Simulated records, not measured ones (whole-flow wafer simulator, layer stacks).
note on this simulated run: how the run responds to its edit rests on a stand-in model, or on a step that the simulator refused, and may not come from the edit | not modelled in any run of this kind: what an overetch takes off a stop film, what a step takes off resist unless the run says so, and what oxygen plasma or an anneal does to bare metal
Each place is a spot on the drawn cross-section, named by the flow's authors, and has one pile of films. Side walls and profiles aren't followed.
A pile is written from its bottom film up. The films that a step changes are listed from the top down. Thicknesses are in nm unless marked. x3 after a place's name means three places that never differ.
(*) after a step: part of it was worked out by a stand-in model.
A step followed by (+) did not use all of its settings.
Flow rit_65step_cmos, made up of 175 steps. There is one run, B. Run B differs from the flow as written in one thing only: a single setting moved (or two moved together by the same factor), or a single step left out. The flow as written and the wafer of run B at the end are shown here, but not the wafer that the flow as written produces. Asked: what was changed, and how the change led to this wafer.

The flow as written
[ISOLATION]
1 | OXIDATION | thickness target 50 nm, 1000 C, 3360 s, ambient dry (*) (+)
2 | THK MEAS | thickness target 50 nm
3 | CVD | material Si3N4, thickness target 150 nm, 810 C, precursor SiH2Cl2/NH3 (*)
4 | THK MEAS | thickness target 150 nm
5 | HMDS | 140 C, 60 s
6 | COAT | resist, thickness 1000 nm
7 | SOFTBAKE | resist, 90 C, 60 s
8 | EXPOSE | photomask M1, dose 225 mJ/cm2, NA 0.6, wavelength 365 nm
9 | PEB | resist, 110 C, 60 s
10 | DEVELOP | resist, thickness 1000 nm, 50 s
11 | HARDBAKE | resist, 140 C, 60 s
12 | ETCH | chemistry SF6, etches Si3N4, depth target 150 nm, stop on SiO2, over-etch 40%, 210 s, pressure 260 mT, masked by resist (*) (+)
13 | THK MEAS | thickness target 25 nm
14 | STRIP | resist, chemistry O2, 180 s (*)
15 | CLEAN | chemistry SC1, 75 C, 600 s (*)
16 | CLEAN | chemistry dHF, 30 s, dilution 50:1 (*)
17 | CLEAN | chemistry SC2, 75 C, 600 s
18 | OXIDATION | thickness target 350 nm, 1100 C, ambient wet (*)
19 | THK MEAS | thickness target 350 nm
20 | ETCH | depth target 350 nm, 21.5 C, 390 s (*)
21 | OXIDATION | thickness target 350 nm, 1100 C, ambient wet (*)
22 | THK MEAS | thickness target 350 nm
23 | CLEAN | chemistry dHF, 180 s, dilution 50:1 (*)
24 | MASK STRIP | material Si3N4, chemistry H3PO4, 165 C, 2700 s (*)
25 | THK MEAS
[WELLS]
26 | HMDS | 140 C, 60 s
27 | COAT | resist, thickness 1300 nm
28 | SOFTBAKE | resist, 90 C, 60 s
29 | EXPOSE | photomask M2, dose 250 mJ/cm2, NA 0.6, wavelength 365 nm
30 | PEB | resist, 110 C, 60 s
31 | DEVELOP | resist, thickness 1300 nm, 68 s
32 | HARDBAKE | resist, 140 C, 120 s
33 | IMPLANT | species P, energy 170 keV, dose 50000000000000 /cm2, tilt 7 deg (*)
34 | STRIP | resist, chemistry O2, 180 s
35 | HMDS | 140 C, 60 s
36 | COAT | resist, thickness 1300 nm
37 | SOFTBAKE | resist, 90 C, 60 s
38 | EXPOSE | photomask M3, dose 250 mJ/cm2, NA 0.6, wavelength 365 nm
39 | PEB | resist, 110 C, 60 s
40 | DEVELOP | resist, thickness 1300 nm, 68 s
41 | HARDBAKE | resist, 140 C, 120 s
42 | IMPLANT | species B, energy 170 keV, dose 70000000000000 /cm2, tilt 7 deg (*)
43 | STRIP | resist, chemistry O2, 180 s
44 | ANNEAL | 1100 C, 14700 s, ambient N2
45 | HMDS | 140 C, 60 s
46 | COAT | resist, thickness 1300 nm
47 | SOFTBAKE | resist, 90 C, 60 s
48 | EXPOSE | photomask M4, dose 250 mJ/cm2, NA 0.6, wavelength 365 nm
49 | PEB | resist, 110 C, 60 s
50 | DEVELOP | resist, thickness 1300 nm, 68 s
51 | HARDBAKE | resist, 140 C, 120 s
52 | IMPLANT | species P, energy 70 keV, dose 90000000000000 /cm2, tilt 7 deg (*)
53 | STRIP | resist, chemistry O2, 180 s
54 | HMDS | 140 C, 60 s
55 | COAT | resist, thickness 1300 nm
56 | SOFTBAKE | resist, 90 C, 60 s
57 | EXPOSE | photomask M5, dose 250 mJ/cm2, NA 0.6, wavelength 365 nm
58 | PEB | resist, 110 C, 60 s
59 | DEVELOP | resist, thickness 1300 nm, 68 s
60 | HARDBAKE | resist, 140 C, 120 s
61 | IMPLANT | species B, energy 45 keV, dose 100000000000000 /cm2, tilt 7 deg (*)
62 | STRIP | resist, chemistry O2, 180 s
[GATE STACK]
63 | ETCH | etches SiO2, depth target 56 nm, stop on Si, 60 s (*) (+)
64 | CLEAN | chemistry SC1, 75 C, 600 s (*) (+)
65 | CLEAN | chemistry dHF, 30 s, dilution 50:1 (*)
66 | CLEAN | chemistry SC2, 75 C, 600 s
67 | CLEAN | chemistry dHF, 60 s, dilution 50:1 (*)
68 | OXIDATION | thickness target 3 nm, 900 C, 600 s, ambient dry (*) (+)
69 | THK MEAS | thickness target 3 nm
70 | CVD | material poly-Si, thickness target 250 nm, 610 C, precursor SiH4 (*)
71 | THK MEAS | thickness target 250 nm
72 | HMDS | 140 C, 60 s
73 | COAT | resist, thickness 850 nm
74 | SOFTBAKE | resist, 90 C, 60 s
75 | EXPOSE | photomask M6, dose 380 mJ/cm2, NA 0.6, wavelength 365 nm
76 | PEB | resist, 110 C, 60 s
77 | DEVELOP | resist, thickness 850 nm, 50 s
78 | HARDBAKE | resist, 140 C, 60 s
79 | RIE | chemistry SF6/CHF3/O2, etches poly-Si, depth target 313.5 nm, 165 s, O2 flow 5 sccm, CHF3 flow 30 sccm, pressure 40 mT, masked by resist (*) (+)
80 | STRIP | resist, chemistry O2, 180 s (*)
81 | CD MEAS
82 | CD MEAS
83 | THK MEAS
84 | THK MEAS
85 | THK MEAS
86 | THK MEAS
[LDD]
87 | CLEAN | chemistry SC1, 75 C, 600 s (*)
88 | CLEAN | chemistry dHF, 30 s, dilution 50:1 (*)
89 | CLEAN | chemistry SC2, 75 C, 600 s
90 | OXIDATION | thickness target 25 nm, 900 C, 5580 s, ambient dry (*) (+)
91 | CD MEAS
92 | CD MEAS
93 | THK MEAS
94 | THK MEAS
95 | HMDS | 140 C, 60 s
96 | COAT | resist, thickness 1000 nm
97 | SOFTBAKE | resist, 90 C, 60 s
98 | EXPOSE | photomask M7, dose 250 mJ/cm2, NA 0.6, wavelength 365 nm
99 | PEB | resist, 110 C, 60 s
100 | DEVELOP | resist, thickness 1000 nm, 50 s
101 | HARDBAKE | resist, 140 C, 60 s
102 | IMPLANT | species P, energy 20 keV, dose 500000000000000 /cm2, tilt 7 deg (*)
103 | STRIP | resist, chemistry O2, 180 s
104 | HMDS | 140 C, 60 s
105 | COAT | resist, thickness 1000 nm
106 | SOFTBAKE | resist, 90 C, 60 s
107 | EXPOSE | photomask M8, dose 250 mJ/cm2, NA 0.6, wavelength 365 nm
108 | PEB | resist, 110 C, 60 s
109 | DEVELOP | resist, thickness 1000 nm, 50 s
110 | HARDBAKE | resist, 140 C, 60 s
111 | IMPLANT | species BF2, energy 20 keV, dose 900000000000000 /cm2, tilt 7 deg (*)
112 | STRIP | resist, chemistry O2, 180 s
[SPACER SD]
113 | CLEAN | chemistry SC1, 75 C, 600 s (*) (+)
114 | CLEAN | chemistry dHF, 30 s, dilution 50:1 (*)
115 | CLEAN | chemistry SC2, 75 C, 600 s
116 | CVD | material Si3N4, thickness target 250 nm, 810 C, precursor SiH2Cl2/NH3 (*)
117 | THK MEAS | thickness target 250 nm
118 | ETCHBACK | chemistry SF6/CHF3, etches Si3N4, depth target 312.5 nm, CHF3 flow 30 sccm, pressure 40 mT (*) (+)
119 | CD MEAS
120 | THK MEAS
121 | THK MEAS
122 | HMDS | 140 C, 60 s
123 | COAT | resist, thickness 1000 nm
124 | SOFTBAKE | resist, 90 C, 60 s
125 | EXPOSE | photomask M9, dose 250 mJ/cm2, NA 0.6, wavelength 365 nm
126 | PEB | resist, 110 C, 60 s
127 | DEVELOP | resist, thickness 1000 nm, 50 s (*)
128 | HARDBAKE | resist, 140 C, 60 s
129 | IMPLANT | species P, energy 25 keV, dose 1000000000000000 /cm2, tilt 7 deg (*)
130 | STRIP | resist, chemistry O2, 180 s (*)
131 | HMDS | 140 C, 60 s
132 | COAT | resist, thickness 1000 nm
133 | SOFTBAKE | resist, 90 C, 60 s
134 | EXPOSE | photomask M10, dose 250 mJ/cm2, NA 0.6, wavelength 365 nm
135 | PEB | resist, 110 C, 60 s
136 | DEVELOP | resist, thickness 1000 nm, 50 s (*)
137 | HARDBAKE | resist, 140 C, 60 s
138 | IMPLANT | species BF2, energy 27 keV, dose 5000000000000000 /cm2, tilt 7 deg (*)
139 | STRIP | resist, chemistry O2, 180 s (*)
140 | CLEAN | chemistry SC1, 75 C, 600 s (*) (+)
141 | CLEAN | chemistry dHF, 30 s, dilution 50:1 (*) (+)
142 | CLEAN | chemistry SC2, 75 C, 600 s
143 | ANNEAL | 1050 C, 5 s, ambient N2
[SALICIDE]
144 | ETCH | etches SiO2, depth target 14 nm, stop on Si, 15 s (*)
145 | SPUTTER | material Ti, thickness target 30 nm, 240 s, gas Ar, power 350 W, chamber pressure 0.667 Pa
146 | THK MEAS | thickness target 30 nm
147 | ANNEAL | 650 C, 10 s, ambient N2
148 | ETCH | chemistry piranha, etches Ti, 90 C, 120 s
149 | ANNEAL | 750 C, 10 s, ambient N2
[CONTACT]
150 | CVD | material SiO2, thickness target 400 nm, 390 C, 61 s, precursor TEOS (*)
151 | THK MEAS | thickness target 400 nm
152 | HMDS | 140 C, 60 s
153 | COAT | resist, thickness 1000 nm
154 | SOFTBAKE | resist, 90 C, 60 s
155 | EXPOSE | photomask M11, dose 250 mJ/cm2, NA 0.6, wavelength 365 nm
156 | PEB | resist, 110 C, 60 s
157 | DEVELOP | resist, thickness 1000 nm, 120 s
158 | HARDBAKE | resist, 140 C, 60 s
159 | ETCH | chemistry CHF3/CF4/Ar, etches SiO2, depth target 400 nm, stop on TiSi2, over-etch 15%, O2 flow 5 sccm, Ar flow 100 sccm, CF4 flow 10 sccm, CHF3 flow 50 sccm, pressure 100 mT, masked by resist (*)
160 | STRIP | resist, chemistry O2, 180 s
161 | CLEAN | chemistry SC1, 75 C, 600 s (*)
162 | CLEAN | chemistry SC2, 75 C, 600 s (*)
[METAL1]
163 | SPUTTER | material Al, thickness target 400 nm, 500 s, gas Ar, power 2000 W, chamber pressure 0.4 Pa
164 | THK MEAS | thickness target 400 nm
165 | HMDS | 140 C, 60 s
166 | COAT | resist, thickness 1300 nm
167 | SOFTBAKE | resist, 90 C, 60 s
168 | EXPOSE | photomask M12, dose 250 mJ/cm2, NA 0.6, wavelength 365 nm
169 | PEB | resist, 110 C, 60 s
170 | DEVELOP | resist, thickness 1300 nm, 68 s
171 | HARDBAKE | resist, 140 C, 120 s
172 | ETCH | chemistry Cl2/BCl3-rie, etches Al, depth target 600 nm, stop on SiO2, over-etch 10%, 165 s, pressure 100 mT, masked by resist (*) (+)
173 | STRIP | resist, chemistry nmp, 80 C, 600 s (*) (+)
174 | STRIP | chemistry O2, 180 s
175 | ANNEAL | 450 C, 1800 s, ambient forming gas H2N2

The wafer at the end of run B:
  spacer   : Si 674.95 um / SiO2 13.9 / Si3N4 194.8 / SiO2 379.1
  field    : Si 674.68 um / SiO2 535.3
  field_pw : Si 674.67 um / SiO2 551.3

The reason: step 163, SPUTTER: power 2626 W was run, while the flow as written has power 2000 W.

How this came from the change, step by step:
  163 | SPUTTER | material Al, thickness target 400 nm, 500 s, gas Ar, power 2000 W, chamber pressure 0.4 Pa
      field, field_pw, field_p, spacer, spacer_p: +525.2 Al (new film) (as written it would have been: +400 Al (new film))
      gate_n, gate_p: +506.9 Al (new film) (as written it would have been: +396 Al (new film))
      (as well as at 1 more place)
  172 | ETCH | chemistry Cl2/BCl3-rie, etches Al, depth target 600 nm, stop on SiO2, over-etch 10%, 165 s, pressure 100 mT, masked by resist (*) (+)
      field, field_pw, field_p: -525.2 Al (all of it), -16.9 SiO2 (as written it would have been: -400 Al (all of it), -32.5 SiO2)
      gate_n, gate_p: -506.9 Al (all of it), -19.1 SiO2 (as written it would have been: -396 Al (all of it), -33 SiO2)
      (as well as at 3 more places)
